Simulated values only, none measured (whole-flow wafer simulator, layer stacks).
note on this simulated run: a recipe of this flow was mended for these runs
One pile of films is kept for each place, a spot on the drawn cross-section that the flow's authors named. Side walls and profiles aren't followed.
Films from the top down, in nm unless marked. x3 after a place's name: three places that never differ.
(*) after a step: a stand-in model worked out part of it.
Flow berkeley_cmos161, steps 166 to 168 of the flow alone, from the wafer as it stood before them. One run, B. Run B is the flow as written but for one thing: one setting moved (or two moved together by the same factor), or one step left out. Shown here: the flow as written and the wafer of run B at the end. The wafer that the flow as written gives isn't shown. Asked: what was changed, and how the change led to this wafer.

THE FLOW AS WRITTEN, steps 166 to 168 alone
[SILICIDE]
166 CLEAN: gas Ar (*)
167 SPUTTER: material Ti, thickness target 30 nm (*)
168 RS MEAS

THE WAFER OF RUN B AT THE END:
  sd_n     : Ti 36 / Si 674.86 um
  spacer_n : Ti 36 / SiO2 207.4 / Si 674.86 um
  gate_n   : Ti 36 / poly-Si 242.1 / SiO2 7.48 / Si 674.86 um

The cause: step 167, SPUTTER: thickness target 36 nm was run, where the flow has thickness target 30 nm.
It can be read off the wafer: sd_n has Ti 36, and step 167 as written asks for 30 nm.

How the change led to this, step by step:
  167 SPUTTER: material Ti, thickness target 30 nm (*)
      field, sd_n, spacer_n, gate_n, sd_p, spacer_p, gate_p, contact x2: Ti +36 (new film) (as written it would be: Ti +30 (new film))
